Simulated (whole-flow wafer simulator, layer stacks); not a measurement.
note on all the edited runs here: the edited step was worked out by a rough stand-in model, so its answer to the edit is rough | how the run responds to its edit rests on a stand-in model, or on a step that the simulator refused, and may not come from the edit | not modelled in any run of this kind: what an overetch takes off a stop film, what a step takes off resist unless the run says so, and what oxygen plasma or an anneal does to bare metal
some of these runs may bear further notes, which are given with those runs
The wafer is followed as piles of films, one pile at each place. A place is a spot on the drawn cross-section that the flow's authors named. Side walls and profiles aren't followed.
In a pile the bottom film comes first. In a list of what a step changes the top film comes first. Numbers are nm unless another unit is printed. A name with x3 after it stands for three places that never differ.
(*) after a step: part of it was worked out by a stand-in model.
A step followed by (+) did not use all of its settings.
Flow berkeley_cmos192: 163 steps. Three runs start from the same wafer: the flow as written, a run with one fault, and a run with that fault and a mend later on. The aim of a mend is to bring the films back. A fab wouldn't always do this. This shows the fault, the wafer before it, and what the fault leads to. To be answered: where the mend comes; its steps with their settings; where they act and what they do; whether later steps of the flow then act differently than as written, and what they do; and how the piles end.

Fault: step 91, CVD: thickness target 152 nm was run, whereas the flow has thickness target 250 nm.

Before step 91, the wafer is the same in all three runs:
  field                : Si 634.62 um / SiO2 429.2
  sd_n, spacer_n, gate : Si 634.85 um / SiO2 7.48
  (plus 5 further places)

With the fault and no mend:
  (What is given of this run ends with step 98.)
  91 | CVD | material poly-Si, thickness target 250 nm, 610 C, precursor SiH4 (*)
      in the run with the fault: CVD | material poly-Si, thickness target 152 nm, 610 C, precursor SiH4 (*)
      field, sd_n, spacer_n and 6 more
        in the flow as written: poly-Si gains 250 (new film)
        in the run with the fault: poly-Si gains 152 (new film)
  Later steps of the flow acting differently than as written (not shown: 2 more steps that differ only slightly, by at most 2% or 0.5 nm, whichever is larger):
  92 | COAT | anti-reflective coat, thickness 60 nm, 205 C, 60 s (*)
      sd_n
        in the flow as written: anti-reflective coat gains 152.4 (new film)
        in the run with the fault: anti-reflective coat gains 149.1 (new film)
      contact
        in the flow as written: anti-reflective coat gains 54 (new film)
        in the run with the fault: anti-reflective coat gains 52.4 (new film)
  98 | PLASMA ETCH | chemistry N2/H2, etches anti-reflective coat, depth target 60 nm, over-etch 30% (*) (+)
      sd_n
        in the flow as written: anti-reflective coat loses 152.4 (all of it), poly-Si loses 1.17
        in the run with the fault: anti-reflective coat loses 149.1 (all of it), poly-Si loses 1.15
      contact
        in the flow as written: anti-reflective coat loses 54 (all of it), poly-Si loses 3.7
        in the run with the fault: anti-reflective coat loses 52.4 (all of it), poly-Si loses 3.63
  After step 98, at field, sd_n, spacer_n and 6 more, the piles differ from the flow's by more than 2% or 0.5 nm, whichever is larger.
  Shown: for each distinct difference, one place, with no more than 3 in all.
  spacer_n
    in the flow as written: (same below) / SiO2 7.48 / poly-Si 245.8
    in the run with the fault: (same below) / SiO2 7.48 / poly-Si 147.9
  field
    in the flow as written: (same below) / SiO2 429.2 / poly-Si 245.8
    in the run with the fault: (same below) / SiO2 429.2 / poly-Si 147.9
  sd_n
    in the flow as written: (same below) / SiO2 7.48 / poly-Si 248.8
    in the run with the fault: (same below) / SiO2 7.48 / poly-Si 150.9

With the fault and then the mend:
  After step 91 comes the mend.
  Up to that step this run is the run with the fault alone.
  91a | ETCH | chemistry tmah, depth target 174.8 nm
      field, sd_n, spacer_n and 6 more
        poly-Si loses 152 (all of it)
  91b | CLEAN | chemistry SPM (*) (a further turn of the flow's step 87)
      alters no film at any place that is followed
  91c | CVD | material poly-Si, thickness target 250 nm, 610 C, precursor SiH4 (*) (a further turn of the flow's step 91)
      field, sd_n, spacer_n and 6 more
        poly-Si gains 250 (new film)
  Later steps of the flow that are run all act as written at every place that is followed, up to a difference of at most 2% or 0.5 nm, whichever is larger.
  The piles end the same as the flow's at every place that both follow.
